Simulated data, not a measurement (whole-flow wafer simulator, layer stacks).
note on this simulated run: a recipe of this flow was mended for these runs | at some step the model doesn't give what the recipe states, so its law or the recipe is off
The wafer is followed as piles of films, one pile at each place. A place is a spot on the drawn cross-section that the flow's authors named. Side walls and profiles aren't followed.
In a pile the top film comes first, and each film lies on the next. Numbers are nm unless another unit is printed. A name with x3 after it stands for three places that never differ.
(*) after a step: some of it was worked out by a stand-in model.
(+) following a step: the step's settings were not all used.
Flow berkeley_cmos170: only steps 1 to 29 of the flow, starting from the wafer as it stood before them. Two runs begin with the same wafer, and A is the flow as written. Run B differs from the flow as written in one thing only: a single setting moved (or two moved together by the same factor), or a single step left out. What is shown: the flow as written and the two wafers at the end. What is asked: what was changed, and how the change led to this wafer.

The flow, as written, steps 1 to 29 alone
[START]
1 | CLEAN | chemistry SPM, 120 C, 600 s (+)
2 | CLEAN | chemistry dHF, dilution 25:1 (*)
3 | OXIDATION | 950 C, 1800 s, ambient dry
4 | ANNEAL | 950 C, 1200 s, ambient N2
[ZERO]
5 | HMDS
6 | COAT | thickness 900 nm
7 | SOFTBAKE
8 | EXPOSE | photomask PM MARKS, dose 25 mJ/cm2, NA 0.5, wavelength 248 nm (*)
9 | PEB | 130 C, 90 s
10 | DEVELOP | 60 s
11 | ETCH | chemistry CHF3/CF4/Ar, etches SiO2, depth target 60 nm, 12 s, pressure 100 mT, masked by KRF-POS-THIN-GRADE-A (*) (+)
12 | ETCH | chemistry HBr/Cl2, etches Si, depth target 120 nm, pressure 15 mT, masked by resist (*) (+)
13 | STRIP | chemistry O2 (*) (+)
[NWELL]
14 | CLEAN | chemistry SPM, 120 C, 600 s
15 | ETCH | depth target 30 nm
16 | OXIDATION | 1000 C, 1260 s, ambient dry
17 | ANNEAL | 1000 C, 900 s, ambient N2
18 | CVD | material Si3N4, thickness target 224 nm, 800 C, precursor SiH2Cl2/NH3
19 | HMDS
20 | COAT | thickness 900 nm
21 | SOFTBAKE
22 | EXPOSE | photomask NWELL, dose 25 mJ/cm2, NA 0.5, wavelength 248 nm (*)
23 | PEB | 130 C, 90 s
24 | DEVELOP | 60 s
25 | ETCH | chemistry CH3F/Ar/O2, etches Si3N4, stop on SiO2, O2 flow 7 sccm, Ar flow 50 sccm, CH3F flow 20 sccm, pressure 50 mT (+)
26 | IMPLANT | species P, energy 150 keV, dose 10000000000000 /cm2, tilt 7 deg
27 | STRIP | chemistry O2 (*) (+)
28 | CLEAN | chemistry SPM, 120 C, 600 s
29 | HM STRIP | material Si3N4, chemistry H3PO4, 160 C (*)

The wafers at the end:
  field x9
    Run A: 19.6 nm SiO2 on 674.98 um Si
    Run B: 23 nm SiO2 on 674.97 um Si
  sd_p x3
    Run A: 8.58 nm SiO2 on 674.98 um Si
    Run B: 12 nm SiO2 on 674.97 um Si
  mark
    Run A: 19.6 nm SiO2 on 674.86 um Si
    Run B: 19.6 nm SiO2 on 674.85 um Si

What caused this: step 3, OXIDATION: 5400 s was run, though the flow has 1800 s.

How this came from the change, step by step:
  3 | OXIDATION | 950 C, 1800 s, ambient dry
      field x9, mark, sd_p x3: A SiO2 gains 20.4 (new film), Si loses 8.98 | B SiO2 gains 41.2 (new film), Si loses 18.1
  11 | ETCH | chemistry CHF3/CF4/Ar, etches SiO2, depth target 60 nm, 12 s, pressure 100 mT, masked by KRF-POS-THIN-GRADE-A (*) (+)
      mark: A SiO2 loses 20.4 (all of it), Si loses 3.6 | B SiO2 loses 41.2 (all of it), Si loses 1.71
  15 | ETCH | depth target 30 nm
      field x9, sd_p x3: A SiO2 loses 20.4 (all of it) | B SiO2 loses 30
  16 | OXIDATION | 1000 C, 1260 s, ambient dry
      field x9, sd_p x3: A SiO2 gains 26.6 (new film), Si loses 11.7 | B SiO2 gains 18.8, Si loses 8.28
